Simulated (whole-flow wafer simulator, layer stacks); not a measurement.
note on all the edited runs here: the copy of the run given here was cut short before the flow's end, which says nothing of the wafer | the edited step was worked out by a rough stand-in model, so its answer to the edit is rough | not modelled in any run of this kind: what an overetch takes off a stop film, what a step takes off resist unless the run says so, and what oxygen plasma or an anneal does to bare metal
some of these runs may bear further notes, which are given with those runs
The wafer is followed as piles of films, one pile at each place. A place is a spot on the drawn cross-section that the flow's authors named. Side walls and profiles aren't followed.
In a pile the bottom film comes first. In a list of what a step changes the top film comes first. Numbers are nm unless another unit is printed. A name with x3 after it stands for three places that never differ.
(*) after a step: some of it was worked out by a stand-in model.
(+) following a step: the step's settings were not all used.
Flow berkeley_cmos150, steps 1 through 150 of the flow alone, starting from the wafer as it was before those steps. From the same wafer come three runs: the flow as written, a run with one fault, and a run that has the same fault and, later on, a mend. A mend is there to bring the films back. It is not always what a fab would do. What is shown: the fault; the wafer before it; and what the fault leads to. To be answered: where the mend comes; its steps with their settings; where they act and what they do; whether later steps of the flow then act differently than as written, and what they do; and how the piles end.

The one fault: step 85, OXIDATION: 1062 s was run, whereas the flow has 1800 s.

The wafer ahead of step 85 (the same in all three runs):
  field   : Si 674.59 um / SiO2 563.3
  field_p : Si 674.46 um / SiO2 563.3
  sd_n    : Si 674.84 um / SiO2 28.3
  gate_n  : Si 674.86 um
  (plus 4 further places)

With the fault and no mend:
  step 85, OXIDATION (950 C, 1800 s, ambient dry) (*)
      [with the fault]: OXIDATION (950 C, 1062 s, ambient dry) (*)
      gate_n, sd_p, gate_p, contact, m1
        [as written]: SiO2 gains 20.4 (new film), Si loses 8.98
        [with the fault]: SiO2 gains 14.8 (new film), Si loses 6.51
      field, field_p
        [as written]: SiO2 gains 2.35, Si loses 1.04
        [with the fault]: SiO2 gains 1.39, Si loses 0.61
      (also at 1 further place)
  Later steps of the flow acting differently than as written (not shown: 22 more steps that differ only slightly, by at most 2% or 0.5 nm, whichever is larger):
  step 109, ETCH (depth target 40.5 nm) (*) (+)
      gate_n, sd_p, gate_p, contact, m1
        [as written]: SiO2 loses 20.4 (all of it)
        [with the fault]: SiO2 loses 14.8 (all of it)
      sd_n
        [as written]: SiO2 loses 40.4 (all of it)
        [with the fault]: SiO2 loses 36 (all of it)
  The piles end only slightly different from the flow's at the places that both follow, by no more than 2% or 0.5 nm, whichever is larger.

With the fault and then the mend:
  The mend follows step 94.
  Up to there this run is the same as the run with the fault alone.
  step 94a, STRIP (*) (+)
      field_p
        KrF resist loses 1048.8 (all of it)
      sd_p
        KrF resist loses 1274.8 (all of it)
      gate_p
        KrF resist loses 1249.4 (all of it)
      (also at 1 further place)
  step 94b, CLEAN (chemistry SPM, 600 s) (the flow's step 77 again)
      alters no film at any place that is followed
  step 94c, OXIDATION (950 C, 639 s, ambient dry) (*) (the flow's step 85 again, with other settings)
      gate_n, sd_p, gate_p, contact, m1
        SiO2 gains 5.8, Si loses 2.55
      field, field_p
        SiO2 gains 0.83, Si loses 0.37
      sd_n
        SiO2 gains 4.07, Si loses 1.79
  step 94d, HMDS (the flow's step 88 again)
      alters no film at any place that is followed
  step 94e, COAT (KrF resist, thickness 1100 nm) (*) (the flow's step 89 again)
      field
        KrF resist gains 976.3 (new film)
      field_p
        KrF resist gains 1087.8 (new film)
      sd_n
        KrF resist gains 1243.1 (new film)
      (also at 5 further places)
  step 94f, SOFTBAKE (KrF resist) (the flow's step 90 again)
      alters no film at any place that is followed
  step 94g, EXPOSE (photomask NWELL INV, NA 0.5, wavelength 248 nm) (*) (the flow's step 91 again)
      alters no film at any place that is followed
  step 94h, PEB (KrF resist, 110 C, 90 s) (the flow's step 92 again)
      field
        KrF resist loses 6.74
      field_p
        KrF resist loses 7.53
      sd_n
        KrF resist loses 8.63
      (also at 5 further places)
  step 94i, DEVELOP (KrF resist, thickness 1100 nm, developer developer-D-0.26N, 45 s) (the flow's step 93 again)
      field_p, sd_p, gate_p, m1
        KrF resist loses 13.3
      field
        KrF resist loses 969.5 (all of it)
      sd_n
        KrF resist loses 1234.5 (all of it)
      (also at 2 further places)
  step 94j, HARDBAKE (120 C, 7200 s) (the flow's step 94 again)
      field_p
        KrF resist loses 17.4
      sd_p
        KrF resist loses 21.4
      gate_p
        KrF resist loses 20.9
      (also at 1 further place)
  Later steps of the flow that are run all act as written at every place that is followed, up to a difference of at most 2% or 0.5 nm, whichever is larger.
  The piles end only slightly different from the flow's at the places that both follow, by no more than 2% or 0.5 nm, whichever is larger.
